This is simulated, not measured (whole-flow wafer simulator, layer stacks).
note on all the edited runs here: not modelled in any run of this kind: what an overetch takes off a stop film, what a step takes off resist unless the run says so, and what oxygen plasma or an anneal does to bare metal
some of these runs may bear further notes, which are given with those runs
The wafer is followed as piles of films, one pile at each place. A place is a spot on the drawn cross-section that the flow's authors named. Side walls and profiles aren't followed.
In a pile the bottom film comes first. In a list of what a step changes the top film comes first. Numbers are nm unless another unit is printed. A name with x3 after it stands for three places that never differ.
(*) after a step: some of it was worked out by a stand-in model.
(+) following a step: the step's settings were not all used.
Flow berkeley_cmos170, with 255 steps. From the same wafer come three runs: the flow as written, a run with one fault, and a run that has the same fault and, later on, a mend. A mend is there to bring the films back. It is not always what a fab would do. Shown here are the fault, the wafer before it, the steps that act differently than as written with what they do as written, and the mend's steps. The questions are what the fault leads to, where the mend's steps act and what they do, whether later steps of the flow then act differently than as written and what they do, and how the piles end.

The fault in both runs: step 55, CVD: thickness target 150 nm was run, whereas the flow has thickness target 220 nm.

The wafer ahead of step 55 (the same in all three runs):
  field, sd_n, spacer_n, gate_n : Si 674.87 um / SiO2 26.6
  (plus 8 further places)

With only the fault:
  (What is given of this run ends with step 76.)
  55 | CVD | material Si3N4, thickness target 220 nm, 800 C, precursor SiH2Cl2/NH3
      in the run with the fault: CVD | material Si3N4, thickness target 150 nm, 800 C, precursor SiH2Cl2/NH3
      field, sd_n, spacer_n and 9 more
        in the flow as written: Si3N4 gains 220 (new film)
        in the run with the fault: Si3N4 gains 150 (new film)
  Steps later in the flow that act otherwise than as written (3 other steps are not shown; they differ only slightly, by no more than 2% or 0.5 nm, whichever is larger):
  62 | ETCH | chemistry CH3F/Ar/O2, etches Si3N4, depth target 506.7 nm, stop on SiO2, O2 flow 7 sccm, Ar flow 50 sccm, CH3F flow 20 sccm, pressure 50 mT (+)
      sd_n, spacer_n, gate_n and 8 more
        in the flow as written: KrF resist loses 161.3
        in the run with the fault: KrF resist loses 114.7
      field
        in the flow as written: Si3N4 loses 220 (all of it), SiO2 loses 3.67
        in the run with the fault: Si3N4 loses 150 (all of it), SiO2 loses 3.67
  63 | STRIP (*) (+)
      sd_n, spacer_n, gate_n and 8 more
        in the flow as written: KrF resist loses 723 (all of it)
        in the run with the fault: KrF resist loses 769.7 (all of it)
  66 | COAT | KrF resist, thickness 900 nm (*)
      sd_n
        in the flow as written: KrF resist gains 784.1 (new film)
        in the run with the fault: KrF resist gains 819 (new film)
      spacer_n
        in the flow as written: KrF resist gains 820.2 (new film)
        in the run with the fault: KrF resist gains 844.3 (new film)
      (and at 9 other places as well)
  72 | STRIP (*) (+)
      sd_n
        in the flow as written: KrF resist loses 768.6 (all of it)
        in the run with the fault: KrF resist loses 803.5 (all of it)
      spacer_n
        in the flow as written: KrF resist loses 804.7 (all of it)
        in the run with the fault: KrF resist loses 828.8 (all of it)
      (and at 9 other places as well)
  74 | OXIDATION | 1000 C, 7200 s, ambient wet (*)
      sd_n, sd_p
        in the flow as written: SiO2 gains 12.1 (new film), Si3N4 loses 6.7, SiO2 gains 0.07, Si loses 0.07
        in the run with the fault: SiO2 gains 12.1 (new film), Si3N4 loses 6.7, SiO2 gains 1.58, Si loses 0.69
  The piles after step 76 differ from the flow's at sd_n, spacer_n, gate_n and 8 more by more than 2% or 0.5 nm, whichever is larger.
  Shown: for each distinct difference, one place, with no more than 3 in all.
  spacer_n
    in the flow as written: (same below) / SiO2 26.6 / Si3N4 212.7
    in the run with the fault: (same below) / SiO2 26.6 / Si3N4 142.7
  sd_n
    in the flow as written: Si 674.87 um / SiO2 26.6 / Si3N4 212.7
    in the run with the fault: Si 674.87 um / SiO2 28.1 / Si3N4 142.7

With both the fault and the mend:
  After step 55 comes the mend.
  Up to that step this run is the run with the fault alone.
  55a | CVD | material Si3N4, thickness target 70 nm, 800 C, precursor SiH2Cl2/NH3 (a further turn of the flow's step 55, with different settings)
      field, sd_n, spacer_n and 9 more
        Si3N4 gains 70
  Later steps of the flow that are run all act as written at every place that is followed.
  By the end, the piles equal the flow's at every place that both follow.
